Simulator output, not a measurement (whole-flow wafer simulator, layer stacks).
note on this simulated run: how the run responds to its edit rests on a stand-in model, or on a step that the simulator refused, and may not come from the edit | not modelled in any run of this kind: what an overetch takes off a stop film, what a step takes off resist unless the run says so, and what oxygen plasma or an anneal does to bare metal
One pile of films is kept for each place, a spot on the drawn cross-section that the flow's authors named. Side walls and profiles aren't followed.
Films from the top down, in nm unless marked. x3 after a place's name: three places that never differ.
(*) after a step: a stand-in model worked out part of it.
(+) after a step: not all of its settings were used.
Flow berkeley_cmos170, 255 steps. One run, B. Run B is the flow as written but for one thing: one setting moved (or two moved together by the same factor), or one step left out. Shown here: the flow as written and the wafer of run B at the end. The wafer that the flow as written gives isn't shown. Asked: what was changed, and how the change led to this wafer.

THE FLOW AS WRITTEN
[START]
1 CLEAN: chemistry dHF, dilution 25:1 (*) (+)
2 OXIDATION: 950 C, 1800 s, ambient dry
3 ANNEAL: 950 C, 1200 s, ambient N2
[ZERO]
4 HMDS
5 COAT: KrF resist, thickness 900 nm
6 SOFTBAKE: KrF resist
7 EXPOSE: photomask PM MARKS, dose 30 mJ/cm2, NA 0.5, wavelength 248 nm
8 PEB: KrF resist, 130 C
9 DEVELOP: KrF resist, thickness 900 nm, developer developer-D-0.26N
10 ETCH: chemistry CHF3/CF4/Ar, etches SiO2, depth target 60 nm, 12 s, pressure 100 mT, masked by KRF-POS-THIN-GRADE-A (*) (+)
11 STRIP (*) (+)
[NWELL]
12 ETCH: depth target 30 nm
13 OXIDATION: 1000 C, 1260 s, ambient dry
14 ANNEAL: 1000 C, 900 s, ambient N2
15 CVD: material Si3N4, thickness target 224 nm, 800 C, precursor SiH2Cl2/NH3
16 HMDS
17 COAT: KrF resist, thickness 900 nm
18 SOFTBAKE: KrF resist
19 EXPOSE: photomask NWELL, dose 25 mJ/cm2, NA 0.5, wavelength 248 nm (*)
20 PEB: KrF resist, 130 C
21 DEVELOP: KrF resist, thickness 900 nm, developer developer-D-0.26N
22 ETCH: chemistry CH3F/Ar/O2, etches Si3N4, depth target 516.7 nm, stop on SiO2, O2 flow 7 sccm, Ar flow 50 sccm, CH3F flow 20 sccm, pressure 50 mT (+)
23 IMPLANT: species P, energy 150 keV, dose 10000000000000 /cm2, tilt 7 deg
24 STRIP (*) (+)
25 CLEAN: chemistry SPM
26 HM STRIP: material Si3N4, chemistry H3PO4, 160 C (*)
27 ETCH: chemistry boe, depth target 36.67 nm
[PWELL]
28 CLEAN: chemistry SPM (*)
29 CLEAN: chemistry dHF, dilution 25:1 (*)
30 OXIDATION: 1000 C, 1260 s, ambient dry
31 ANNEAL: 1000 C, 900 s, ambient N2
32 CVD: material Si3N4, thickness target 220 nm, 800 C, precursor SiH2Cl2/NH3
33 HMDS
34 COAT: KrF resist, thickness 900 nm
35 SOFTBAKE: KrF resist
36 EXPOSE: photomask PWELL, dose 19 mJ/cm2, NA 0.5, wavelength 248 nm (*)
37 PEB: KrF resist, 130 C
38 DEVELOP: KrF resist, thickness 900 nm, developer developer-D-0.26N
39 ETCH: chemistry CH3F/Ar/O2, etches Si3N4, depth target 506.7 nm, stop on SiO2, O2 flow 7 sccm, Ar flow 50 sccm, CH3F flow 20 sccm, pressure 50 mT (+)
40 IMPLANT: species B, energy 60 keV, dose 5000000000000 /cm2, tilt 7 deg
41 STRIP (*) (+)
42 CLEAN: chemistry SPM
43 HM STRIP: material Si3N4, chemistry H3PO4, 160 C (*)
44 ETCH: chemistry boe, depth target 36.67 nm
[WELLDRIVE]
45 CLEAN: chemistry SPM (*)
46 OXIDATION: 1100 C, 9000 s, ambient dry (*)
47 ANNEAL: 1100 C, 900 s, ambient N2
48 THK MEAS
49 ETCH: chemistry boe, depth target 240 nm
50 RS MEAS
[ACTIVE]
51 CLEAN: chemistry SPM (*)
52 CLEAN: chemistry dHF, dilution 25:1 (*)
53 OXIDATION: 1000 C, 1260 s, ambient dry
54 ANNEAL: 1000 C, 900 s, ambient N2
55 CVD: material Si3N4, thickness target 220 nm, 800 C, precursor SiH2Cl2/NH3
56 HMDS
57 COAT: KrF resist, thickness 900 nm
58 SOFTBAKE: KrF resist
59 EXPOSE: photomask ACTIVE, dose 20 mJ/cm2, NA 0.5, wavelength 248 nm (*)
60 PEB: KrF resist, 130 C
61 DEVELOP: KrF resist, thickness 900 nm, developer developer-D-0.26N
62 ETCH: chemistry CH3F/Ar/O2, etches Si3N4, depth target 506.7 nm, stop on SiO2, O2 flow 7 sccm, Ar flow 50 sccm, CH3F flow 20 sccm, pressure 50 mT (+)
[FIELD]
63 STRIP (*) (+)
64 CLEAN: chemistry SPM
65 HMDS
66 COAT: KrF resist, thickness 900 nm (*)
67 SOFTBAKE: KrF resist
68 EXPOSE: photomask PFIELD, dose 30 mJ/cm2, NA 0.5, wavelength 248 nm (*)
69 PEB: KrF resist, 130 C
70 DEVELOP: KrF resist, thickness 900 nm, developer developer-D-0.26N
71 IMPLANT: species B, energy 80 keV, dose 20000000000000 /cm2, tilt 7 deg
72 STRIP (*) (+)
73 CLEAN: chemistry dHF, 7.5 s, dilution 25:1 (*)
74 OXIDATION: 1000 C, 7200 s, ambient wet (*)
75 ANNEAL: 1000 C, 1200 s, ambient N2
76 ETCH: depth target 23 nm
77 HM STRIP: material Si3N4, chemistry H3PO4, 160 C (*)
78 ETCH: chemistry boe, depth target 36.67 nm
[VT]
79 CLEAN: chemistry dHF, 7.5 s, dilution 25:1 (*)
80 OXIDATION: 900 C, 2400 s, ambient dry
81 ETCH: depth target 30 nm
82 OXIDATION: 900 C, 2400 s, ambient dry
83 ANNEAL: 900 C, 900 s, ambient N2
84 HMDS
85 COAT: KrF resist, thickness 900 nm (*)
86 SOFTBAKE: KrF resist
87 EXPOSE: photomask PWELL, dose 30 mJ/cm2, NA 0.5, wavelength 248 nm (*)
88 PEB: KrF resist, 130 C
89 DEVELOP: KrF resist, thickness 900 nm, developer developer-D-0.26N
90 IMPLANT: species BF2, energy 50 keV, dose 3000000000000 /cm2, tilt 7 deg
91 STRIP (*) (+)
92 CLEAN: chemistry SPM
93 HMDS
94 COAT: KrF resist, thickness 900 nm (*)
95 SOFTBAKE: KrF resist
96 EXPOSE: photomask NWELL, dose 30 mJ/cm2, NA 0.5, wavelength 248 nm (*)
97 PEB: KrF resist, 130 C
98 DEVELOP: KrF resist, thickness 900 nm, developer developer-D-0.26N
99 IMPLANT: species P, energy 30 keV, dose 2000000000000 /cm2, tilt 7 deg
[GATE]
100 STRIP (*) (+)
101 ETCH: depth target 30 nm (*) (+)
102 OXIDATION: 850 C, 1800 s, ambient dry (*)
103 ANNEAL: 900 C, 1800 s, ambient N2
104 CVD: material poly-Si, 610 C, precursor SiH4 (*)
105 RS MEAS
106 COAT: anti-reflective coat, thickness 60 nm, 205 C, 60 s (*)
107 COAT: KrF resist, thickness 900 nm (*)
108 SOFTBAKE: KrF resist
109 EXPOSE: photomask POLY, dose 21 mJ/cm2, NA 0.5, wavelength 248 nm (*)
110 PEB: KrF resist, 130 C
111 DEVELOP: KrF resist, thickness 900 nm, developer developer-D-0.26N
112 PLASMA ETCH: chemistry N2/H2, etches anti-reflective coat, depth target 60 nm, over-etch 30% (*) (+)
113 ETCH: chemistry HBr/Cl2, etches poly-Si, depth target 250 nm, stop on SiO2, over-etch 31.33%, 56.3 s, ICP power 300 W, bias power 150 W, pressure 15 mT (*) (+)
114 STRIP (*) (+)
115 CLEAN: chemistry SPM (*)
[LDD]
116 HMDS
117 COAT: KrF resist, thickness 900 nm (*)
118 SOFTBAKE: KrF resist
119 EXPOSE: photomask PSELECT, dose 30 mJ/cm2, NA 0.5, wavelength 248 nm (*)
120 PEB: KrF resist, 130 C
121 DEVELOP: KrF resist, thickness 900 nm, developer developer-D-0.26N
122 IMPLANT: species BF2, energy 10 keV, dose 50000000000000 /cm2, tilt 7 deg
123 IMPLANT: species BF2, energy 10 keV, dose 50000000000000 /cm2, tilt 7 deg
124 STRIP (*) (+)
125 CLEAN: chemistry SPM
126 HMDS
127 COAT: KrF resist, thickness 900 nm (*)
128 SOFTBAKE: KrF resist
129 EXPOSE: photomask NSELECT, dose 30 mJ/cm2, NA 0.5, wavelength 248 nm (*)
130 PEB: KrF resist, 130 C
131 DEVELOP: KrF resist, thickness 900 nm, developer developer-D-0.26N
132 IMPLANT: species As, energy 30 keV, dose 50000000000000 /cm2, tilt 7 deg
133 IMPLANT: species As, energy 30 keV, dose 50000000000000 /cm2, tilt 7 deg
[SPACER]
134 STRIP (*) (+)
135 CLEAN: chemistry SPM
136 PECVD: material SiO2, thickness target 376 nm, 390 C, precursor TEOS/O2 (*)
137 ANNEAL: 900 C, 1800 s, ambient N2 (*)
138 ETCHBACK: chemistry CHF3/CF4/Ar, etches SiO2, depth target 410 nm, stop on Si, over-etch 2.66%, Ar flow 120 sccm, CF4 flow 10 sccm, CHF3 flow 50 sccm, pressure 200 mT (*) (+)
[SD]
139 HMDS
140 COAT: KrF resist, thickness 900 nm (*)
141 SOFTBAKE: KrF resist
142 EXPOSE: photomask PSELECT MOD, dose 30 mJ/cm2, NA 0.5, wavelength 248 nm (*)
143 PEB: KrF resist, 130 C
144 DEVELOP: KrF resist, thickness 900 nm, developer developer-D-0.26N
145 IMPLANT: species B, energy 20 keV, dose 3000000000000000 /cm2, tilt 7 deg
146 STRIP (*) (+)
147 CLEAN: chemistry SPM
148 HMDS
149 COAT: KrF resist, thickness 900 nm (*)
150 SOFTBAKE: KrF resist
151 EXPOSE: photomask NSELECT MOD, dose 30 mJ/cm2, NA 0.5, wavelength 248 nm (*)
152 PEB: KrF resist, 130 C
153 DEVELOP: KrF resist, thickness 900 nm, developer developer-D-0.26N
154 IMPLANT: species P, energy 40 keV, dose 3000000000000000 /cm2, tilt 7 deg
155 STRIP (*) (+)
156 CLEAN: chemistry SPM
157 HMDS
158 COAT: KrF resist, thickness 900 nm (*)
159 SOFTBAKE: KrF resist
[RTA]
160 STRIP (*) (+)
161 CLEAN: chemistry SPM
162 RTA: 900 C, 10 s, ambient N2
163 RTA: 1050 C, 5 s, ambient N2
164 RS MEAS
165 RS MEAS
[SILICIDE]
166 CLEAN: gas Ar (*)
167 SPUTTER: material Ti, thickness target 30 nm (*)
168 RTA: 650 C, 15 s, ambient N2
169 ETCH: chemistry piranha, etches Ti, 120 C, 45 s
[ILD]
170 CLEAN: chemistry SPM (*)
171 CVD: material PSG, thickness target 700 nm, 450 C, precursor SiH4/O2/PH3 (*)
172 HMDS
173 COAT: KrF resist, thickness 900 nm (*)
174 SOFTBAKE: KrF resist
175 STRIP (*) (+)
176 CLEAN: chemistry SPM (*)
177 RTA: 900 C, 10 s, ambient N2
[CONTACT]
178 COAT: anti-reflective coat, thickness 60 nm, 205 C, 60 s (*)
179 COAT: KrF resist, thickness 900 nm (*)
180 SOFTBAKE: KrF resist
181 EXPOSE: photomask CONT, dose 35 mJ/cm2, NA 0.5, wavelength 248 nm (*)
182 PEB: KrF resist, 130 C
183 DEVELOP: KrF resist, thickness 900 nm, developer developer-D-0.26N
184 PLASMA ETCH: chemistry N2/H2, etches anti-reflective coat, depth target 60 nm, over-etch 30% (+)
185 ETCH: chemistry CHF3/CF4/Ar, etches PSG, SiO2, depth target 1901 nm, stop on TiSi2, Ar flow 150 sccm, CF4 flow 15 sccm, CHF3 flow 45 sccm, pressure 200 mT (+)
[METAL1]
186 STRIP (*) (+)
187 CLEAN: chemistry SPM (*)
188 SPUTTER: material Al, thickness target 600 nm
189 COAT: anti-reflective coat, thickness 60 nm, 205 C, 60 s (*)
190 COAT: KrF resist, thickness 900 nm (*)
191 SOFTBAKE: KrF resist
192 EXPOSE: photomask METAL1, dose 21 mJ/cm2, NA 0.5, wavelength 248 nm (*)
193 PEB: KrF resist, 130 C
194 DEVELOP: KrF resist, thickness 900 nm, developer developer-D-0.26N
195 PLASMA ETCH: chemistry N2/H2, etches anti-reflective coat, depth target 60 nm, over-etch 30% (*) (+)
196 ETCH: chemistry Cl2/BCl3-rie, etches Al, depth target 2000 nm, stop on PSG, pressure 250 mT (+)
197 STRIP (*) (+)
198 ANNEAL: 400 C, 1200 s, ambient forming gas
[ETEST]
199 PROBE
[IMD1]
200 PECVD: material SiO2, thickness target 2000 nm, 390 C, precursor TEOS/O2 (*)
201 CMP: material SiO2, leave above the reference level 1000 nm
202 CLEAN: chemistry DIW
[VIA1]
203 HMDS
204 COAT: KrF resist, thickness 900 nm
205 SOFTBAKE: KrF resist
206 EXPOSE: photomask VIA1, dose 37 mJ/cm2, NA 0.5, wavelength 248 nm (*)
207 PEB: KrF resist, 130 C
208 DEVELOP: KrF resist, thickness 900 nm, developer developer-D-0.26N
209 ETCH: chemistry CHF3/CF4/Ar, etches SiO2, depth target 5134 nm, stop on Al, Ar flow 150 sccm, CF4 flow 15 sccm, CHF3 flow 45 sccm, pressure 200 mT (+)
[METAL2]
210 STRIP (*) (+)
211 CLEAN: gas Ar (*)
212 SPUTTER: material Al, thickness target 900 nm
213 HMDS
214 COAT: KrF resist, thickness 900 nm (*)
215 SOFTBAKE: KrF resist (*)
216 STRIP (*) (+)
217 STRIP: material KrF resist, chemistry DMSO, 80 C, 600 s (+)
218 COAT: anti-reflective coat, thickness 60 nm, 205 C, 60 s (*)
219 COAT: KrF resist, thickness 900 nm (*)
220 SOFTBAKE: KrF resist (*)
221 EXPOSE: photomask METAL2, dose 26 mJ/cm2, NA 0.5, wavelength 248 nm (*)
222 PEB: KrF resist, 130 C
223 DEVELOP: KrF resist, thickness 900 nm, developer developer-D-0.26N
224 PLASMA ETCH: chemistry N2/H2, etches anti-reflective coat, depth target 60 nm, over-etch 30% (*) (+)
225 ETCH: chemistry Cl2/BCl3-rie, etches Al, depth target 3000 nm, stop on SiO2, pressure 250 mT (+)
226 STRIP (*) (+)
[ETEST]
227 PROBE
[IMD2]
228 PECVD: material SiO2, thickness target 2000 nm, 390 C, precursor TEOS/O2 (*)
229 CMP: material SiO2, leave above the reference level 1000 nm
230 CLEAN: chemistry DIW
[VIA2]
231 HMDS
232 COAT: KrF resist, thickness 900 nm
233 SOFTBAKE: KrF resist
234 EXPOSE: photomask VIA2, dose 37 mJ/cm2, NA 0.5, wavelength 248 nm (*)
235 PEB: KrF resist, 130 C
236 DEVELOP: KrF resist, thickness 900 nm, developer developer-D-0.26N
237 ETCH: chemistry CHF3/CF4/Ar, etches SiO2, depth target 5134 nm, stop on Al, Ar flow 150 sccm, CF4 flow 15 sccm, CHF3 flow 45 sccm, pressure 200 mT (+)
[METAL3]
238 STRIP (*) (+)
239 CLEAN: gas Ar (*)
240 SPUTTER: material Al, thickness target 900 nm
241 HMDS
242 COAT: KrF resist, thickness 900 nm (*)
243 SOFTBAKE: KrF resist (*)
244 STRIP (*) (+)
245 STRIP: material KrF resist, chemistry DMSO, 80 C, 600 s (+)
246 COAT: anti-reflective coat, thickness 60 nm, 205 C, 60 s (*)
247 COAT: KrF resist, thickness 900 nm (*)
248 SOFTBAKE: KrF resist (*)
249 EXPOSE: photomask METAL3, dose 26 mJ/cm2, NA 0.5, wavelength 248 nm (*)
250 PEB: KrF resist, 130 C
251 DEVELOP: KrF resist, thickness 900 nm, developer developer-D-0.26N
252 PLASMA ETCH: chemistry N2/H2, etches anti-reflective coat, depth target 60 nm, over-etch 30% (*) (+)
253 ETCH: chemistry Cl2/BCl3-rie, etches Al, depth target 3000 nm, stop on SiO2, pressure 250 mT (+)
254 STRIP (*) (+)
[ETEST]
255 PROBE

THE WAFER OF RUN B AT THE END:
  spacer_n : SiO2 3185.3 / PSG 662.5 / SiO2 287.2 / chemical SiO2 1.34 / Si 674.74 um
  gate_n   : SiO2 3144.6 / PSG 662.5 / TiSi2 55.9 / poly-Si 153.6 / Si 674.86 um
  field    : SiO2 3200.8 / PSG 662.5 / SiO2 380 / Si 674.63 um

The cause: step 102, OXIDATION: 850 C, 1800 s, ambient dry (*), was left out.

How the change led to this, step by step:
  106 COAT: anti-reflective coat, thickness 60 nm, 205 C, 60 s (*)
      spacer_n: anti-reflective coat +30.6 (new film) (as written it would be: anti-reflective coat +31.5 (new film))
      gate_n: anti-reflective coat +26.4 (new film) (as written it would be: anti-reflective coat +27.3 (new film))
      (and at 2 more places)
  112 PLASMA ETCH: chemistry N2/H2, etches anti-reflective coat, depth target 60 nm, over-etch 30% (*) (+)
      spacer_n: anti-reflective coat -30.6 (all of it), poly-Si -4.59 (as written it would be: anti-reflective coat -31.5 (all of it), poly-Si -4.48)
      spacer_p: anti-reflective coat -31.4 (all of it), poly-Si -4.56 (as written it would be: anti-reflective coat -32.1 (all of it), poly-Si -4.46)
  113 ETCH: chemistry HBr/Cl2, etches poly-Si, depth target 250 nm, stop on SiO2, over-etch 31.33%, 56.3 s, ICP power 300 W, bias power 150 W, pressure 15 mT (*) (+)
      spacer_n, spacer_p: poly-Si -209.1 (all of it), Si -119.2 (as written it would be: poly-Si -209.2 (all of it), SiO2 -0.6)
      contact, via1: poly-Si -210 (all of it), Si -118.3 (as written it would be: poly-Si -210.1 (all of it), SiO2 -0.59)
      (and at 5 more places)
  114 STRIP (*) (+)
      sd_n, spacer_n, sd_p and 6 more: chemical SiO2 +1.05 (new film), Si -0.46 (as written it would be: nothing)
      gate_n: chemical SiO2 +0.8 (new film), KrF resist -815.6 (all of it), anti-reflective coat -26.4 (all of it), poly-Si -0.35 (as written it would be: chemical SiO2 +0.8 (new film), KrF resist -812.6 (all of it), anti-reflective coat -27.3 (all of it), poly-Si -0.35)
      (and at 1 more place)
  117 COAT: KrF resist, thickness 900 nm (*)
      field: KrF resist +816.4 (new film) (as written it would be: KrF resist +846.6 (new film))
      sd_n: KrF resist +1059.5 (new film) (as written it would be: KrF resist +1000.9 (new film))
      (and at 10 more places)
  121 DEVELOP: KrF resist, thickness 900 nm, developer developer-D-0.26N
      sd_p: KrF resist -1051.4 (all of it) (as written it would be: KrF resist -995.7 (all of it))
      spacer_p: KrF resist -1045.6 (all of it) (as written it would be: KrF resist -991.3 (all of it))
      (and at 1 more place)
  124 STRIP (*) (+)
      sd_n: KrF resist -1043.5 (all of it), chemical SiO2 +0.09 (as written it would be: KrF resist -985.1 (all of it))
      spacer_n: KrF resist -1039.1 (all of it), chemical SiO2 +0.09 (as written it would be: KrF resist -981.7 (all of it))
      (and at 7 more places)
  127 COAT: KrF resist, thickness 900 nm (*)
      field: KrF resist +816.3 (new film) (as written it would be: KrF resist +846.7 (new film))
      sd_n: KrF resist +1059.5 (new film) (as written it would be: KrF resist +1000.9 (new film))
      (and at 10 more places)
  131 DEVELOP: KrF resist, thickness 900 nm, developer developer-D-0.26N
      sd_n: KrF resist -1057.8 (all of it) (as written it would be: KrF resist -999.3 (all of it))
      spacer_n: KrF resist -1053.2 (all of it) (as written it would be: KrF resist -996.2 (all of it))
      (and at 2 more places)
  134 STRIP (*) (+)
      sd_p: KrF resist -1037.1 (all of it), chemical SiO2 +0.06 (as written it would be: KrF resist -981.5 (all of it))
      spacer_p: KrF resist -1031.2 (all of it), chemical SiO2 +0.06 (as written it would be: KrF resist -977.4 (all of it))
      (and at 6 more places)
  136 PECVD: material SiO2, thickness target 376 nm, 390 C, precursor TEOS/O2 (*)
      sd_n, spacer_n, sd_p and 6 more: SiO2 +376 (new film) (as written it would be: SiO2 +376)
  138 ETCHBACK: chemistry CHF3/CF4/Ar, etches SiO2, depth target 410 nm, stop on Si, over-etch 2.66%, Ar flow 120 sccm, CF4 flow 10 sccm, CHF3 flow 50 sccm, pressure 200 mT (*) (+)
      m1, via1, m2, via2: SiO2 -359.1 (all of it), chemical SiO2 -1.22 (all of it) (as written it would be: SiO2 -366 (all of it))
      sd_n, sd_p, contact: SiO2 -359.1 (all of it), chemical SiO2 -1.34 (all of it) (as written it would be: SiO2 -366 (all of it))
      (and at 2 more places)
  140 COAT: KrF resist, thickness 900 nm (*)
      field: KrF resist +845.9 (new film) (as written it would be: KrF resist +866.5 (new film))
      sd_n: KrF resist +1049.2 (new film) (as written it would be: KrF resist +985.6 (new film))
      (and at 10 more places)
  144 DEVELOP: KrF resist, thickness 900 nm, developer developer-D-0.26N
      sd_p: KrF resist -1054 (all of it) (as written it would be: KrF resist -990.7 (all of it))
      spacer_p: KrF resist -773.7 (all of it) (as written it would be: KrF resist -817.6 (all of it))
      (and at 1 more place)
  146 STRIP (*) (+)
      field: KrF resist -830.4 (all of it) (as written it would be: KrF resist -850.9 (all of it))
      sd_n: chemical SiO2 +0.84 (new film), KrF resist -1033.3 (all of it), Si -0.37 (as written it would be: chemical SiO2 +0.83 (new film), KrF resist -969.8 (all of it), Si -0.36)
      (and at 7 more places)
  149 COAT: KrF resist, thickness 900 nm (*)
      field: KrF resist +846 (new film) (as written it would be: KrF resist +866.5 (new film))
      sd_n: KrF resist +1049 (new film) (as written it would be: KrF resist +985.1 (new film))
      (and at 10 more places)
  ... 18 more steps ...
  201 CMP: material SiO2, leave above the reference level 1000 nm
      spacer_n, spacer_p: SiO2 -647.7 (as written it would be: SiO2 -536.3)
      gate_n, gate_p: SiO2 -688.4 (as written it would be: SiO2 -577.1)
      (and at 4 more places)
